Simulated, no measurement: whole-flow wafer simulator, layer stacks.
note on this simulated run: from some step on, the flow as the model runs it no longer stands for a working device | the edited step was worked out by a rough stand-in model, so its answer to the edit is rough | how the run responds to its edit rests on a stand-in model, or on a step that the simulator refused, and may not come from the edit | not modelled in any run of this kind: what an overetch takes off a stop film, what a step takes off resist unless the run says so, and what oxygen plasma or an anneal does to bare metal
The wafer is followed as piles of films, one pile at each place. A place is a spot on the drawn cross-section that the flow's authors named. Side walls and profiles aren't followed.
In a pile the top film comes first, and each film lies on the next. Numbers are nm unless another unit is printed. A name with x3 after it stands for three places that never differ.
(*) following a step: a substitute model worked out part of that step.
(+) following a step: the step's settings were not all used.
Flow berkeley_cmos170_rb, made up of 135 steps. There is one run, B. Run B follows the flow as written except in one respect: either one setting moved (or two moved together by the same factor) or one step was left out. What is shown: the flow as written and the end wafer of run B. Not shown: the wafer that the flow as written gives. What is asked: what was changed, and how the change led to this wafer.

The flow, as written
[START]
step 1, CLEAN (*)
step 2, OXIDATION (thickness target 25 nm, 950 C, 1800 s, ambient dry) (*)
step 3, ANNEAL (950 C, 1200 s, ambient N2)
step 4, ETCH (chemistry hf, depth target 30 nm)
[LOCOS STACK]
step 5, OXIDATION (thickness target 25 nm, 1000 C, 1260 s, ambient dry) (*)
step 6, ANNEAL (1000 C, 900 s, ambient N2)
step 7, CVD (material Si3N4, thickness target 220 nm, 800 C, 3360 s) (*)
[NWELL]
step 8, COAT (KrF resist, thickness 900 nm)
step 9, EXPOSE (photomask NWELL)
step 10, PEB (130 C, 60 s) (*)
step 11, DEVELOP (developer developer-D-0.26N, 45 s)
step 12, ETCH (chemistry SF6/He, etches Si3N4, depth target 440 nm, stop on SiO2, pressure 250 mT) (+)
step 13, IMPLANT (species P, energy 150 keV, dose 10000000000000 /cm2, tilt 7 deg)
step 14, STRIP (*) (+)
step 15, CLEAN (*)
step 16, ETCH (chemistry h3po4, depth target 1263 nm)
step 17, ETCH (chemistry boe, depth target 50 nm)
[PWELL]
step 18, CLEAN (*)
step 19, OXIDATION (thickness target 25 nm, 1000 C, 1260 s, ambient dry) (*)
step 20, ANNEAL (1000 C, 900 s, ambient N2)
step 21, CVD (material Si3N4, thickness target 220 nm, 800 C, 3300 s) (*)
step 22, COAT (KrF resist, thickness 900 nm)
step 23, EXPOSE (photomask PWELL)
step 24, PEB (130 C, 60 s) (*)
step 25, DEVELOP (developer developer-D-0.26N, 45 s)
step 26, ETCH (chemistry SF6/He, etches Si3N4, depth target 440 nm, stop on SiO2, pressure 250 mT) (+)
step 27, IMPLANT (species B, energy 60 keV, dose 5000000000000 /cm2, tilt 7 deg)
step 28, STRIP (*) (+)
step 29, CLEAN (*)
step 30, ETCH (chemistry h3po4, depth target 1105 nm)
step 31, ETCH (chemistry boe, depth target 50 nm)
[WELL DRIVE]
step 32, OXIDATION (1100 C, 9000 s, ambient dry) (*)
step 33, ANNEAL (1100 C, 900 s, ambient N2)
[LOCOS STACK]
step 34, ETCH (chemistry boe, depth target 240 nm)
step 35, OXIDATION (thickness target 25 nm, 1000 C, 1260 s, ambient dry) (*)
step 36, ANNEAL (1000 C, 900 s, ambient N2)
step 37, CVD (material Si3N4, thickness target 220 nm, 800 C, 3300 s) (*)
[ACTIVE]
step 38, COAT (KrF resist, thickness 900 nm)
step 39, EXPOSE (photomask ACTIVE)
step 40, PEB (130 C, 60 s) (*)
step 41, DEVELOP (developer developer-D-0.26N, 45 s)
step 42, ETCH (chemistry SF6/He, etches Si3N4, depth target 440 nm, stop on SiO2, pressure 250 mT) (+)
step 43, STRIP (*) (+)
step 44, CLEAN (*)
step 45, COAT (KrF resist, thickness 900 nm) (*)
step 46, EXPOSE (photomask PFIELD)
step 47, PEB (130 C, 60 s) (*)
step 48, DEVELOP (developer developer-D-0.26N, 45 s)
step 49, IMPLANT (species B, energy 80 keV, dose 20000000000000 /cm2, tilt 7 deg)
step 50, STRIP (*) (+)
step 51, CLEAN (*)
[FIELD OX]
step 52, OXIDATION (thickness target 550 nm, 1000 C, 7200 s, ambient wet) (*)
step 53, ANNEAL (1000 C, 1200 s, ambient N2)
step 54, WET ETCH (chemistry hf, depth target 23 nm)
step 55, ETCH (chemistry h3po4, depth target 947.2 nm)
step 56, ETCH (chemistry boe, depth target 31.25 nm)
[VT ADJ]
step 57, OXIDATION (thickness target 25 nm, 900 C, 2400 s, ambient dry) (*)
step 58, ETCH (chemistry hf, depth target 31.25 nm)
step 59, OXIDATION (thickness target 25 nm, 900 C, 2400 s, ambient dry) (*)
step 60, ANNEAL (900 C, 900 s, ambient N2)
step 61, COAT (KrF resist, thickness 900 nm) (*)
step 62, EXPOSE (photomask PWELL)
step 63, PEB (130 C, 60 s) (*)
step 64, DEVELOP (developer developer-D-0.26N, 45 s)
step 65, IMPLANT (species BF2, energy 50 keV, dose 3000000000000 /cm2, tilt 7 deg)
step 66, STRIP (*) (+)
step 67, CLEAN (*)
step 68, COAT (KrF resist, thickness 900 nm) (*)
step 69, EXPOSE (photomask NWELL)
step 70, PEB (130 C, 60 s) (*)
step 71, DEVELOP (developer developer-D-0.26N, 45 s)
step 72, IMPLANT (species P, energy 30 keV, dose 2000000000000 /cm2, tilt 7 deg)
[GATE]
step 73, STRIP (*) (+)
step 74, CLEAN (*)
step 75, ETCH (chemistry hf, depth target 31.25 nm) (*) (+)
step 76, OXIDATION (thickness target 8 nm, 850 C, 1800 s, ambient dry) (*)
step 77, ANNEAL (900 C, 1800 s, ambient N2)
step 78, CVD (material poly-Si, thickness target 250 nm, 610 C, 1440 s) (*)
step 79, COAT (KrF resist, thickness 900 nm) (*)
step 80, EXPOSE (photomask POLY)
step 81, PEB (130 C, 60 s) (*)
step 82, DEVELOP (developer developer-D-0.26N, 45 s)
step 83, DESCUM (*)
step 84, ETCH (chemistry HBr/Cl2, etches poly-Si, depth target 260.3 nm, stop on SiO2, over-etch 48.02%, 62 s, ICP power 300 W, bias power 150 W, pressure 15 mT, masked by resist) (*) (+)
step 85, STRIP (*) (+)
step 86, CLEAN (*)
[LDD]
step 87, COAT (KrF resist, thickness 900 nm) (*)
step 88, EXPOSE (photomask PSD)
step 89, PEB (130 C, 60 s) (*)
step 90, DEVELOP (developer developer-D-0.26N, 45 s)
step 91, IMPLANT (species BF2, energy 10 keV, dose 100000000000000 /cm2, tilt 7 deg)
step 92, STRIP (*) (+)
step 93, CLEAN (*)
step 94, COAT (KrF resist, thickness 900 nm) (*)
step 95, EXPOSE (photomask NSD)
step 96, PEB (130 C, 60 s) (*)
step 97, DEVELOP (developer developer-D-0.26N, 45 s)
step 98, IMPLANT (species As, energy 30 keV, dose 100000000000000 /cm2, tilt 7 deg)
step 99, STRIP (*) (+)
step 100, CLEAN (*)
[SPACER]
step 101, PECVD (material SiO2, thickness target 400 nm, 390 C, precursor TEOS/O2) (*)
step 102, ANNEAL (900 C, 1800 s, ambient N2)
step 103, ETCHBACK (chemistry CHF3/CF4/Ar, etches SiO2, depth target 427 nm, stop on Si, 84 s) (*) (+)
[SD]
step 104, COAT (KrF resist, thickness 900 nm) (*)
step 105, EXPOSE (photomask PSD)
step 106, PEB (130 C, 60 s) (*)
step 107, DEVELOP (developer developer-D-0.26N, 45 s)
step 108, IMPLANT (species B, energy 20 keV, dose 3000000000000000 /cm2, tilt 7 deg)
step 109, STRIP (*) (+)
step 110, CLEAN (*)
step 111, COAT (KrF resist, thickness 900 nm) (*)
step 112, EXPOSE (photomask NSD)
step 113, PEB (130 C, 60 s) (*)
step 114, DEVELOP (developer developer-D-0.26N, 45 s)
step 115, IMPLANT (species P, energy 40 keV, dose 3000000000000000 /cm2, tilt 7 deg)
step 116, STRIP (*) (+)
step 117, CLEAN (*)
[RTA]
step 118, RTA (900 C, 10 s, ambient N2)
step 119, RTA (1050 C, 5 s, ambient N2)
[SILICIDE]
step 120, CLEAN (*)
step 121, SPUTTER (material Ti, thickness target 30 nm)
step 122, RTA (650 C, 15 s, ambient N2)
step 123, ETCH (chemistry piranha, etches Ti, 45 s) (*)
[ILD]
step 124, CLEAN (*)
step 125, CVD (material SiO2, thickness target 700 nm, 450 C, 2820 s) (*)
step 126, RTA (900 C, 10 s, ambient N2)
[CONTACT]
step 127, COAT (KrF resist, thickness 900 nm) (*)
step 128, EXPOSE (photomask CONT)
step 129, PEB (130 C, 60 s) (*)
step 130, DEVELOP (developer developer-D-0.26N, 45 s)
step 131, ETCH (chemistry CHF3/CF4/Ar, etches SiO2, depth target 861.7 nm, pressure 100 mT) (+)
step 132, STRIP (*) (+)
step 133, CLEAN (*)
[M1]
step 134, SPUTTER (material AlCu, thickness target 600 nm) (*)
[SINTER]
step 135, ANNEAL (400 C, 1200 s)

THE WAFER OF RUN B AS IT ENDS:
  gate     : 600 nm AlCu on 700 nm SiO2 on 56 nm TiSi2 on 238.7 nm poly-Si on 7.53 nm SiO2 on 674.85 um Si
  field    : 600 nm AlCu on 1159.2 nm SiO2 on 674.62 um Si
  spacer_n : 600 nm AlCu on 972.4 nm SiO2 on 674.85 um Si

The reason: step 78, CVD: thickness target 292 nm was run, while the flow as written has thickness target 250 nm; step 78, CVD: 1683 s was run, where the flow has 1440 s.

Step by step, how the change led to this:
  step 78, CVD (material poly-Si, thickness target 250 nm, 610 C, 1440 s) (*)
      field, sd_n, spacer_n and 6 more: +292 poly-Si (new film) (in the flow as written it would be: +250 poly-Si (new film))
  step 84, ETCH (chemistry HBr/Cl2, etches poly-Si, depth target 260.3 nm, stop on SiO2, over-etch 48.02%, 62 s, ICP power 300 W, bias power 150 W, pressure 15 mT, masked by resist) (*) (+)
      field, sd_n, spacer_n, sd_p, spacer_p, contact, m1: -292 poly-Si (all of it), -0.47 SiO2 (in the flow as written it would be: -250 poly-Si (all of it), -1.42 SiO2)
  step 87, COAT (KrF resist, thickness 900 nm) (*)
      gate: +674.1 KrF resist (new film) (in the flow as written it would be: +706 KrF resist (new film))
      gate_p: +674.7 KrF resist (new film) (in the flow as written it would be: +706.3 KrF resist (new film))
  step 90, DEVELOP (developer developer-D-0.26N, 45 s)
      gate_p: -674.7 KrF resist (all of it) (in the flow as written it would be: -706.3 KrF resist (all of it))
  step 92, STRIP (*) (+)
      gate: -659.9 KrF resist (all of it) (in the flow as written it would be: -691.8 KrF resist (all of it))
  step 94, COAT (KrF resist, thickness 900 nm) (*)
      gate: +674.1 KrF resist (new film) (in the flow as written it would be: +706 KrF resist (new film))
      gate_p: +674.7 KrF resist (new film) (in the flow as written it would be: +706.3 KrF resist (new film))
  step 97, DEVELOP (developer developer-D-0.26N, 45 s)
      gate: -674.1 KrF resist (all of it) (in the flow as written it would be: -706 KrF resist (all of it))
  step 99, STRIP (*) (+)
      gate_p: -660.5 KrF resist (all of it) (in the flow as written it would be: -692.1 KrF resist (all of it))
  step 103, ETCHBACK (chemistry CHF3/CF4/Ar, etches SiO2, depth target 427 nm, stop on Si, 84 s) (*) (+)
      spacer_n: -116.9 SiO2 (in the flow as written it would be: -157.9 SiO2)
      spacer_p: -116.8 SiO2 (in the flow as written it would be: -157.9 SiO2)
  step 104, COAT (KrF resist, thickness 900 nm) (*)
      spacer_n: +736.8 KrF resist (new film) (in the flow as written it would be: +766.3 KrF resist (new film))
      gate: +713.4 KrF resist (new film) (in the flow as written it would be: +742.1 KrF resist (new film))
      (as well as at 2 more places)
  step 107, DEVELOP (developer developer-D-0.26N, 45 s)
      spacer_p: -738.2 KrF resist (all of it) (in the flow as written it would be: -767.7 KrF resist (all of it))
      gate_p: -714.4 KrF resist (all of it) (in the flow as written it would be: -743.2 KrF resist (all of it))
  step 109, STRIP (*) (+)
      spacer_n: -722.6 KrF resist (all of it) (in the flow as written it would be: -752.1 KrF resist (all of it))
      gate: -699.2 KrF resist (all of it) (in the flow as written it would be: -727.9 KrF resist (all of it))
  step 111, COAT (KrF resist, thickness 900 nm) (*)
      spacer_n: +736.8 KrF resist (new film) (in the flow as written it would be: +766.3 KrF resist (new film))
      gate: +713.4 KrF resist (new film) (in the flow as written it would be: +742.1 KrF resist (new film))
      (as well as at 2 more places)
  step 114, DEVELOP (developer developer-D-0.26N, 45 s)
      spacer_n: -736.8 KrF resist (all of it) (in the flow as written it would be: -766.3 KrF resist (all of it))
      gate: -713.4 KrF resist (all of it) (in the flow as written it would be: -742.1 KrF resist (all of it))
  step 116, STRIP (*) (+)
      spacer_p: -723.9 KrF resist (all of it) (in the flow as written it would be: -753.5 KrF resist (all of it))
      gate_p: -700.2 KrF resist (all of it) (in the flow as written it would be: -729 KrF resist (all of it))
  step 127, COAT (KrF resist, thickness 900 nm) (*)
      spacer_n: +800.5 KrF resist (new film) (in the flow as written it would be: +819.8 KrF resist (new film))
      gate: +782 KrF resist (new film) (in the flow as written it would be: +798.4 KrF resist (new film))
      (as well as at 2 more places)
  step 132, STRIP (*) (+)
      spacer_n: -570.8 KrF resist (all of it) (in the flow as written it would be: -590.2 KrF resist (all of it))
      gate: -552.3 KrF resist (all of it) (in the flow as written it would be: -568.8 KrF resist (all of it))
      (as well as at 3 more places)
